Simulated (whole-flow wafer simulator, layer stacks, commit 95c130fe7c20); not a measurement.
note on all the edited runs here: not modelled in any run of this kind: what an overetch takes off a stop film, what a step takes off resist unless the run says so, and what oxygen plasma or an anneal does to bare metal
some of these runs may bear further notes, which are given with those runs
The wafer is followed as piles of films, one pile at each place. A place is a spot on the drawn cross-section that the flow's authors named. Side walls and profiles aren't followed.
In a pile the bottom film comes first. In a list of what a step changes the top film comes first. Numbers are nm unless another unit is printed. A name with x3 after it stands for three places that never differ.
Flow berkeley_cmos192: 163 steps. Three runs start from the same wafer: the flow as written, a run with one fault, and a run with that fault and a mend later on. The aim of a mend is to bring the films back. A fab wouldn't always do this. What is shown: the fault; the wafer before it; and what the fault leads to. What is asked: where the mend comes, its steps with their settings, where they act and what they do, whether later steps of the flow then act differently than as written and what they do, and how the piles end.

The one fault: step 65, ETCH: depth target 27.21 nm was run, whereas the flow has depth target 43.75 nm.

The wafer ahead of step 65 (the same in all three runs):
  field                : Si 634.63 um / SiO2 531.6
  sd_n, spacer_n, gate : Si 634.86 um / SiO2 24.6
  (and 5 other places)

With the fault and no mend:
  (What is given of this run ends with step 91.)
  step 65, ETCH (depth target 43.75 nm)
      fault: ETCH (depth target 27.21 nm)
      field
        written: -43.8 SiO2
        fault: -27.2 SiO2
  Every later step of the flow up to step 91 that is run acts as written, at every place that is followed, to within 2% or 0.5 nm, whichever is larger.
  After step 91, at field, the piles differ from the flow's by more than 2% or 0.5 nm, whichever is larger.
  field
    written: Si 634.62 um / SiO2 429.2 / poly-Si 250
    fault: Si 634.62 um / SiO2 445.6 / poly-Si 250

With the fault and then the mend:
  After step 65 comes the mend.
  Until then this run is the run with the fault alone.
  step 65a, ETCH (depth target 16.54 nm) (the flow's step 65, run once more with other settings)
      field
        -16.5 SiO2
  Every later step of the flow that is run acts as written, at every place that is followed, to within 2% or 0.5 nm, whichever is larger.
  At every place that both follow, the piles at the end match the flow's.
